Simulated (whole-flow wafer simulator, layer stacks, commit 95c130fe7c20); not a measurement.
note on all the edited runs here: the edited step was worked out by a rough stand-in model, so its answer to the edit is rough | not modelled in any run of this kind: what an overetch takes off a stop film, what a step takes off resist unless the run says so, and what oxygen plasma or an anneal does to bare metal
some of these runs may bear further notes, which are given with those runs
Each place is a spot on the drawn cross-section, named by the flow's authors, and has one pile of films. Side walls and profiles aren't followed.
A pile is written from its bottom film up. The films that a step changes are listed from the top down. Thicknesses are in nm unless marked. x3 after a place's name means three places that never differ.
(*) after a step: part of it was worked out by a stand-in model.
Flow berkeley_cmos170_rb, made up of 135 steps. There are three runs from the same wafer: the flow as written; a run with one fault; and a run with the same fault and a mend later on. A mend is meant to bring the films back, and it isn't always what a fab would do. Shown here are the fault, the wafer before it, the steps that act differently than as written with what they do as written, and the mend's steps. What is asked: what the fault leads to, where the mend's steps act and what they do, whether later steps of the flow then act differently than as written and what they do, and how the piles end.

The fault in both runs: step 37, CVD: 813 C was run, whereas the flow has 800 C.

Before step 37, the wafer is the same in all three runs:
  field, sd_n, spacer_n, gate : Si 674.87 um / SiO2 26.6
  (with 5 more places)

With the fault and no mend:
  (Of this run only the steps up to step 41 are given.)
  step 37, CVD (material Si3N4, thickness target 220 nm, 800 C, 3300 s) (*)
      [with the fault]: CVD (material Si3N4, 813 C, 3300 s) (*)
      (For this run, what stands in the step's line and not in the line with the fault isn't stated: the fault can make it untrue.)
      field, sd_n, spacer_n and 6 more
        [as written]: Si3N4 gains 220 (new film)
        [with the fault]: Si3N4 gains 259.5 (new film)
  None of the later steps of the flow up to step 41 acts differently than as written at any place that is followed.
  Once step 41 is done, the piles at field, sd_n, spacer_n and 6 more depart from the flow's by more than 2% or 0.5 nm, whichever is larger.
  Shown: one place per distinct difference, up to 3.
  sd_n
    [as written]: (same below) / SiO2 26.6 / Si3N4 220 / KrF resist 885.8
    [with the fault]: (same below) / SiO2 26.6 / Si3N4 259.5 / KrF resist 885.8
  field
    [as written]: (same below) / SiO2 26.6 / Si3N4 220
    [with the fault]: (same below) / SiO2 26.6 / Si3N4 259.5

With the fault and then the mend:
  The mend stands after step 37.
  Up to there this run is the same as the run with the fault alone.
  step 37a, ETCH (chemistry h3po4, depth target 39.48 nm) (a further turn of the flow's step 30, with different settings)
      field, sd_n, spacer_n and 6 more
        Si3N4 loses 39.5
  None of the later steps of the flow acts differently than as written at any place that is followed.
  The piles end the same as the flow's at every place that both follow.
